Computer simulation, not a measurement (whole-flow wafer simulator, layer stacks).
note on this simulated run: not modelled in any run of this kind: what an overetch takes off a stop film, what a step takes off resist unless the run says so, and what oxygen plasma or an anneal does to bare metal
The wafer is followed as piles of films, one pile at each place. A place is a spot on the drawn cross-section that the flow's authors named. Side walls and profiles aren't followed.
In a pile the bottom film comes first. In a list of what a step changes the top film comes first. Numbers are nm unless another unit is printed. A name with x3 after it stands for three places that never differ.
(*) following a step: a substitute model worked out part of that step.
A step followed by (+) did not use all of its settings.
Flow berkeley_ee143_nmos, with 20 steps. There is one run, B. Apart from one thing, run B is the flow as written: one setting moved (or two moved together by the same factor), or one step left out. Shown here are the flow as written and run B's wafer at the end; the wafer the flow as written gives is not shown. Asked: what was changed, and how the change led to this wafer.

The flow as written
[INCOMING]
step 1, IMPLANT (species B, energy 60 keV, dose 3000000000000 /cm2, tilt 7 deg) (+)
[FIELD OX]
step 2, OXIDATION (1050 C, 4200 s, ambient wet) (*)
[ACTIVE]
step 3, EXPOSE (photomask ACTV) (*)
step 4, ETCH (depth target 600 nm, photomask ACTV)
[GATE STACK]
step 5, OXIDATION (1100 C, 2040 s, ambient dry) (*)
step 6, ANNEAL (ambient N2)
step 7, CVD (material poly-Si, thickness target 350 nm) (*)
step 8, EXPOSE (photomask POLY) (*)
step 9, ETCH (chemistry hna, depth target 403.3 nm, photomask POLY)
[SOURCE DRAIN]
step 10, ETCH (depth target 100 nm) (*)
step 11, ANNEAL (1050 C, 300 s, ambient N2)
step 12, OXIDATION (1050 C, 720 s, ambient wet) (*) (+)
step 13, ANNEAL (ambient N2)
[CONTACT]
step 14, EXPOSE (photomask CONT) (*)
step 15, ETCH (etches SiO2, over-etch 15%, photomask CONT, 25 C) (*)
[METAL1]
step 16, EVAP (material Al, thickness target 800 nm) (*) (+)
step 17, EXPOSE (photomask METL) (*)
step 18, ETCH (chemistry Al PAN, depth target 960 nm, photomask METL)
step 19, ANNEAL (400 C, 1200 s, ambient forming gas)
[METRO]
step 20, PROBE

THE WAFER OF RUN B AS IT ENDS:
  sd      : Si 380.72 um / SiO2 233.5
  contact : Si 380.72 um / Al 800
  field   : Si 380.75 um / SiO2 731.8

The reason: step 9, ETCH: depth target 282.3 nm was run, while the flow as written has depth target 403.3 nm.

Step by step, how the change led to this:
  step 9, ETCH (chemistry hna, depth target 403.3 nm, photomask POLY)
      sd, contact, field: poly-Si loses 282.3 (it would be, as written: poly-Si loses 350 (all of it))
  step 10, ETCH (depth target 100 nm) (*)
      sd, contact: nothing (it would be, as written: SiO2 loses 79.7 (all of it))
      field: nothing (it would be, as written: SiO2 loses 100)
  step 12, OXIDATION (1050 C, 720 s, ambient wet) (*) (+)
      sd, contact: poly-Si loses 67.7 (all of it), SiO2 gains 153.8 (it would be, as written: SiO2 gains 189.4 (new film), Si loses 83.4)
      field: poly-Si loses 67.7 (all of it), SiO2 gains 153.8 (it would be, as written: SiO2 gains 69.1, Si loses 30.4)
  step 15, ETCH (etches SiO2, over-etch 15%, photomask CONT, 25 C) (*)
      contact: SiO2 loses 233.5 (all of it) (it would be, as written: SiO2 loses 189.4 (all of it))
